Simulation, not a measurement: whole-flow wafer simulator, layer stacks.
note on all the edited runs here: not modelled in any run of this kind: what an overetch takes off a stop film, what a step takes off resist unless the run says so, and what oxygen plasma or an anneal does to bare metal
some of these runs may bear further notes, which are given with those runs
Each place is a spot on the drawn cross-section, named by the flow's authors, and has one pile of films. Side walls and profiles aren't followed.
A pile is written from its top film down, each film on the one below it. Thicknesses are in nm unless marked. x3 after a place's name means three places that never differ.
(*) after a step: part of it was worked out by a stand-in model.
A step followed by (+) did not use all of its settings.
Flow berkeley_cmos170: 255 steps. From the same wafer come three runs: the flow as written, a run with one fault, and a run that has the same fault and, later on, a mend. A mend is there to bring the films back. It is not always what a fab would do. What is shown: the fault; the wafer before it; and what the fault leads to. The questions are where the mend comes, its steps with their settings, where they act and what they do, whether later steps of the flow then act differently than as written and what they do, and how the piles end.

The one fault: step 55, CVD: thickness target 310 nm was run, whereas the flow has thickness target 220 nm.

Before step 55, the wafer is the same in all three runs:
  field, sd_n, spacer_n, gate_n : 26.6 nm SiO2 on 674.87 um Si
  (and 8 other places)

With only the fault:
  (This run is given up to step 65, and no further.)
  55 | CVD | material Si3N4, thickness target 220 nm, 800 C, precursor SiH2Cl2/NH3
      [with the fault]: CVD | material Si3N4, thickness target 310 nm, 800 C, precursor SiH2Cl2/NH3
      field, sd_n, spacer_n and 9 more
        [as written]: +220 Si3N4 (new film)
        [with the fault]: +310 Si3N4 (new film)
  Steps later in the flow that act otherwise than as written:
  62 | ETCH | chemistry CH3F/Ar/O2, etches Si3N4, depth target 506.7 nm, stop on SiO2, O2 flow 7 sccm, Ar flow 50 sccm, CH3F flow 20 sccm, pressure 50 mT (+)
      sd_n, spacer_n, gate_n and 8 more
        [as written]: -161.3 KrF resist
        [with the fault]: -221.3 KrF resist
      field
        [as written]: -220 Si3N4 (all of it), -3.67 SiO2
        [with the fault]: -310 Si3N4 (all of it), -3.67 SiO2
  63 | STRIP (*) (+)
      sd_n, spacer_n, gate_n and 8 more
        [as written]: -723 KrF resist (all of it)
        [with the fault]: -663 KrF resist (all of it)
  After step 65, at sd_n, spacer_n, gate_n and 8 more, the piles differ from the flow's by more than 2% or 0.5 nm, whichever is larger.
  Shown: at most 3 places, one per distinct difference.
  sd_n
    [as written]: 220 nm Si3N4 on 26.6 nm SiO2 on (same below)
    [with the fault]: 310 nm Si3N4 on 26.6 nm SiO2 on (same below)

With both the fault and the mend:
  After step 55 comes the mend.
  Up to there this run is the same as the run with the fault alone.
  55a | ETCH | chemistry h3po4, depth target 356.5 nm
      field, sd_n, spacer_n and 9 more
        -310 Si3N4 (all of it)
  55b | CLEAN | chemistry SPM
      alters no film at any place that is followed
  55c | CVD | material Si3N4, thickness target 220 nm, 800 C, precursor SiH2Cl2/NH3 (the flow's step 55, run once more)
      field, sd_n, spacer_n and 9 more
        +220 Si3N4 (new film)
  None of the later steps of the flow acts differently than as written at any place that is followed.
  By the end, the piles equal the flow's at every place that both follow.
